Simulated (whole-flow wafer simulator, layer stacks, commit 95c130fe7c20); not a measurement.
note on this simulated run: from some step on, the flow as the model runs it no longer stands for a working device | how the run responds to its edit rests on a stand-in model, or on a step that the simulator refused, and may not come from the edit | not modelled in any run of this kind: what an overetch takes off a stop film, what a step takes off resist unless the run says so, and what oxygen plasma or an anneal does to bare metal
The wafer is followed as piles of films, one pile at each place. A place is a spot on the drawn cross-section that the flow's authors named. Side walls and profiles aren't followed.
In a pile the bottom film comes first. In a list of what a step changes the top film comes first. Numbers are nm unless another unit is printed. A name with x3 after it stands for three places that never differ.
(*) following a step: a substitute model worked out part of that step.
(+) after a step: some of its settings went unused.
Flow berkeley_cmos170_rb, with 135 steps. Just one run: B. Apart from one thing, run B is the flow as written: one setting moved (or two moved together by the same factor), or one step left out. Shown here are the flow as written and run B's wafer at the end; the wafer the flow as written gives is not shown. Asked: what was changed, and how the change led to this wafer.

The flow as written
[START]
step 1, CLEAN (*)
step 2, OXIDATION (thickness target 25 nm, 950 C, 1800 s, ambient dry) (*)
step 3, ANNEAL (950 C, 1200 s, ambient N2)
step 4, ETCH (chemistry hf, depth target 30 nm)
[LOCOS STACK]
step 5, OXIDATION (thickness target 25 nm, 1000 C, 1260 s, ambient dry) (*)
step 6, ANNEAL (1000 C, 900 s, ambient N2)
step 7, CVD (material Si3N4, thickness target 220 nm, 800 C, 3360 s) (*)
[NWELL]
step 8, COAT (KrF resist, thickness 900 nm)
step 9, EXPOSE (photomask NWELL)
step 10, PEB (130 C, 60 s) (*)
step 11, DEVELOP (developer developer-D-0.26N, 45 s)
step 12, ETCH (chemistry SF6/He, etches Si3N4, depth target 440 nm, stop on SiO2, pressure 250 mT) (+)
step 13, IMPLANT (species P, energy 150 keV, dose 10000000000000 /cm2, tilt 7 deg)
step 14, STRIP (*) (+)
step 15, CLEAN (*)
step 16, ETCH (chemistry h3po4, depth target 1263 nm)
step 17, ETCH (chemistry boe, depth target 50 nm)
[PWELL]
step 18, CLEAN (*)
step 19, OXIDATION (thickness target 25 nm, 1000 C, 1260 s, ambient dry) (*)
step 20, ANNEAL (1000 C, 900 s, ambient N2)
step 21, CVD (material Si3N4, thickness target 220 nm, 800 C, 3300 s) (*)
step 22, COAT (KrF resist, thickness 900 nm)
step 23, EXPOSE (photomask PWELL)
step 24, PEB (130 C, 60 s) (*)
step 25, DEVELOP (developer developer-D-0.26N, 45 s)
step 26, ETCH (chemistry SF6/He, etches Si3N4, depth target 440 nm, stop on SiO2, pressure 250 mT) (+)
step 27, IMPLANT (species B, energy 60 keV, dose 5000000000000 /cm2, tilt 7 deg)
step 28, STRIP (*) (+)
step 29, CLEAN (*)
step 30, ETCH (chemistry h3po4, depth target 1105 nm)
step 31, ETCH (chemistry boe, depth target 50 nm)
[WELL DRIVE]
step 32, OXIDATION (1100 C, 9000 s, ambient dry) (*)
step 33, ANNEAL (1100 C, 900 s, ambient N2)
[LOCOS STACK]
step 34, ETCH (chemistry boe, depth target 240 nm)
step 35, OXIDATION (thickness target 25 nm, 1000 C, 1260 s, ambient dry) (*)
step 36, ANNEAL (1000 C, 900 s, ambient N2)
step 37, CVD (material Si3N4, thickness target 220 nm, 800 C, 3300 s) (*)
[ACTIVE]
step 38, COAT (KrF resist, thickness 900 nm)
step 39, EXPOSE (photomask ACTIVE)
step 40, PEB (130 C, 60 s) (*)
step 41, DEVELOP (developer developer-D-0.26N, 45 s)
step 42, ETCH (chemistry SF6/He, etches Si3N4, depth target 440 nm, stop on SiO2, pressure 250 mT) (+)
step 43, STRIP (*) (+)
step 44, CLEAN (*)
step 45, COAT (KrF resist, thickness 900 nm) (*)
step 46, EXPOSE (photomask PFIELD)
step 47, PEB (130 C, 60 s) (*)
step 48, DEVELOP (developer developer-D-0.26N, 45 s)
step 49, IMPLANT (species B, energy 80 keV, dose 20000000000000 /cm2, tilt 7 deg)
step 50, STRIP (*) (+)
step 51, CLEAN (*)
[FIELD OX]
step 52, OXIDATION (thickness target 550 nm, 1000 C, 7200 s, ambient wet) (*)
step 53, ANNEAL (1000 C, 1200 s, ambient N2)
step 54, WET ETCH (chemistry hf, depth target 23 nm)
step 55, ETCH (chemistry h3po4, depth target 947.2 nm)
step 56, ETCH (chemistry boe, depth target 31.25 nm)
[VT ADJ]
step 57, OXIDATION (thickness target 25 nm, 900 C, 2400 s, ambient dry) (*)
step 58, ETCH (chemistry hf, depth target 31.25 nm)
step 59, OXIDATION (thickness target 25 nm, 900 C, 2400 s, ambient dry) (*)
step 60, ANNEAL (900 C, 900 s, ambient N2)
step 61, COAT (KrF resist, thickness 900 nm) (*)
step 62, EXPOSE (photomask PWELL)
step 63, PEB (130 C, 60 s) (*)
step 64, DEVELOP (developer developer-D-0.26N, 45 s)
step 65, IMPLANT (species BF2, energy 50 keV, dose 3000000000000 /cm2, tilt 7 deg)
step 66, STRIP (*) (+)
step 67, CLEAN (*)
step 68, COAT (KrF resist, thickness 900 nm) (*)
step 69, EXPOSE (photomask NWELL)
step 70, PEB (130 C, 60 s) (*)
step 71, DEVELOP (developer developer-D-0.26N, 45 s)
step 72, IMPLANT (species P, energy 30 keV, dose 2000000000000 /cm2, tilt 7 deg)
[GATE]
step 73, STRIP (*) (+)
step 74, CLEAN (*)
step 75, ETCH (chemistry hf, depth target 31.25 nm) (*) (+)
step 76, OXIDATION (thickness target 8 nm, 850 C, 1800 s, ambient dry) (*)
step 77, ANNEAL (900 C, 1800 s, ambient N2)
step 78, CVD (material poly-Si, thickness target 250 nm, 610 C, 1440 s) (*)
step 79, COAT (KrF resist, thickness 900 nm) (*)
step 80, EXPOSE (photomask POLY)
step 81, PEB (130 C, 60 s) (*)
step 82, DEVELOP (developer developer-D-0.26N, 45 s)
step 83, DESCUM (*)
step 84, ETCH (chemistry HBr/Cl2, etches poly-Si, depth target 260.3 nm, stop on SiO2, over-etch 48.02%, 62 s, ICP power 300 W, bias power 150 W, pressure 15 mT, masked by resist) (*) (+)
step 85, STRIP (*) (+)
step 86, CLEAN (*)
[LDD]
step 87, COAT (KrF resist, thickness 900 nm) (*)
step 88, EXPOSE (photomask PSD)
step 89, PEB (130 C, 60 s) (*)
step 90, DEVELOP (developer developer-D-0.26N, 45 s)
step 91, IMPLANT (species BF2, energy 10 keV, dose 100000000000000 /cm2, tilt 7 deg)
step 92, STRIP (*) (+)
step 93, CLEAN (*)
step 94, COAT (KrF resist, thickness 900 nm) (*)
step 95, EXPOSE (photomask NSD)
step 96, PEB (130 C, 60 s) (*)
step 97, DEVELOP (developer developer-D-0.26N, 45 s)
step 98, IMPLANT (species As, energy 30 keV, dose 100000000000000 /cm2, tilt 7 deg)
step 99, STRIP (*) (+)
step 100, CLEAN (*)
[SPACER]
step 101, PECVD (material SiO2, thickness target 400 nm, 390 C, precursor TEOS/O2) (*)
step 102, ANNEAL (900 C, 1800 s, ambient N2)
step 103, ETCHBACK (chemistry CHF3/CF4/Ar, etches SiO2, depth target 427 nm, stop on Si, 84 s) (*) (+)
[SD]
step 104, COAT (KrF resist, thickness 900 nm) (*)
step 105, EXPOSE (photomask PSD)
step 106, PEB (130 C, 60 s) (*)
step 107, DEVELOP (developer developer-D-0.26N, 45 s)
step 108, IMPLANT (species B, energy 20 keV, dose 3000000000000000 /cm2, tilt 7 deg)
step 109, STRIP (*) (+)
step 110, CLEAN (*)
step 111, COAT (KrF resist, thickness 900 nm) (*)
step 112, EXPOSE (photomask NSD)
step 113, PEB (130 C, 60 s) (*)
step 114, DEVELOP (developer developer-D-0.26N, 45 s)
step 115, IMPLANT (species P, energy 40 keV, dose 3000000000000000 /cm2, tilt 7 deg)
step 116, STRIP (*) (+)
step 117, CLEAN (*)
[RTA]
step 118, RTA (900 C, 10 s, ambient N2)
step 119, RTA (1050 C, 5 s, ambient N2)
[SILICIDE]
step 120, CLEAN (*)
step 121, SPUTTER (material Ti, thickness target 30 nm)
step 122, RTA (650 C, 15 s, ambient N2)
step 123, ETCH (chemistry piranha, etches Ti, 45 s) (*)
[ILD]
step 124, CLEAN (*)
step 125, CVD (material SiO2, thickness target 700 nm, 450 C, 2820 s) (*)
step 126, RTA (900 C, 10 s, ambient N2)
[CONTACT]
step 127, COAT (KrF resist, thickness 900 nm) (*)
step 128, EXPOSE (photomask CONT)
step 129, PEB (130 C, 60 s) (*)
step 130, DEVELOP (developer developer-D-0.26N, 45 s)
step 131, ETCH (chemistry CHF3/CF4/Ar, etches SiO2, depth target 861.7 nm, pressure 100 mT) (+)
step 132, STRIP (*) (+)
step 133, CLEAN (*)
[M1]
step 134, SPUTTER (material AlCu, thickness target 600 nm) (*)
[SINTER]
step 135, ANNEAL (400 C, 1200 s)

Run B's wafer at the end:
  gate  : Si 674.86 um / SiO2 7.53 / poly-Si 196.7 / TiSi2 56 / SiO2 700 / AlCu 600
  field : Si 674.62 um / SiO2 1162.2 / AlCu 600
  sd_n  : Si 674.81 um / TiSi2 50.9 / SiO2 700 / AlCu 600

Cause: step 34, ETCH: depth target 180 nm was run, while the flow as written has depth target 240 nm.

Step by step, how the change led to this:
  step 34, ETCH (chemistry boe, depth target 240 nm)
      field, sd_n, spacer_n and 6 more: SiO2 loses 180 (as written it would have been: SiO2 loses 197.6 (all of it))
  step 35, OXIDATION (thickness target 25 nm, 1000 C, 1260 s, ambient dry) (*)
      field, sd_n, spacer_n and 6 more: SiO2 gains 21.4, Si loses 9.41 (as written it would have been: SiO2 gains 26.6 (new film), Si loses 11.7)
  step 52, OXIDATION (thickness target 550 nm, 1000 C, 7200 s, ambient wet) (*)
      gate: SiO2 gains 12.9 (new film), Si3N4 loses 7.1 (as written it would have been: SiO2 gains 12.9 (new film), Si3N4 loses 7.1, SiO2 gains 0.08, Si loses 0.08)
      sd_n: SiO2 gains 12.9 (new film), Si3N4 loses 7.1, SiO2 gains 8.11, Si loses 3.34 (as written it would have been: SiO2 gains 12.9 (new film), Si3N4 loses 7.1, SiO2 gains 2.22, Si loses 0.84)
      (also at 2 further places)
  step 56, ETCH (chemistry boe, depth target 31.25 nm)
      spacer_n, gate, sd_p, spacer_p, gate_p, contact: SiO2 loses 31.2 (as written it would have been: SiO2 loses 26.6 (all of it))
      sd_n: SiO2 loses 31.2 (as written it would have been: SiO2 loses 28.8 (all of it))
      (also at 1 further place)
  step 57, OXIDATION (thickness target 25 nm, 900 C, 2400 s, ambient dry) (*)
      spacer_n, gate, spacer_p, gate_p, contact: SiO2 gains 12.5, Si loses 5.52 (as written it would have been: SiO2 gains 15 (new film), Si loses 6.62)
      sd_n: SiO2 gains 10.9, Si loses 4.81 (as written it would have been: SiO2 gains 15 (new film), Si loses 6.62)
      (also at 2 further places)
  step 58, ETCH (chemistry hf, depth target 31.25 nm)
      spacer_n, gate, spacer_p, gate_p, contact: SiO2 loses 20.3 (all of it) (as written it would have been: SiO2 loses 15 (all of it))
      sd_n: SiO2 loses 26.8 (all of it) (as written it would have been: SiO2 loses 15 (all of it))
      (also at 2 further places)
  step 121, SPUTTER (material Ti, thickness target 30 nm)
      sd_n: Ti gains 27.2 (new film) (as written it would have been: Ti gains 30 (new film))
  step 122, RTA (650 C, 15 s, ambient N2)
      sd_n: Ti loses 21.2, TiSi first gains 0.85 (new film), TiSi2 C49 gains 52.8 (new film), Si loses 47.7 (as written it would have been: Ti loses 23.4, TiSi first gains 6.2 (new film), TiSi2 C49 gains 50.3 (new film), Si loses 49)
  step 123, ETCH (chemistry piranha, etches Ti, 45 s) (*)
      sd_n: Ti loses 5.99 (all of it) (as written it would have been: Ti loses 6.6 (all of it))
  step 126, RTA (900 C, 10 s, ambient N2)
      sd_n: under 1 film: TiSi2 gains 50.9 (new film), TiSi first loses 0.85 (all of it), TiSi2 C49 loses 52.8 (all of it), Si loses 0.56 (as written it would have been: under 1 film: TiSi2 gains 56 (new film), TiSi first loses 6.2 (all of it), TiSi2 C49 loses 50.3 (all of it), Si loses 4.12)
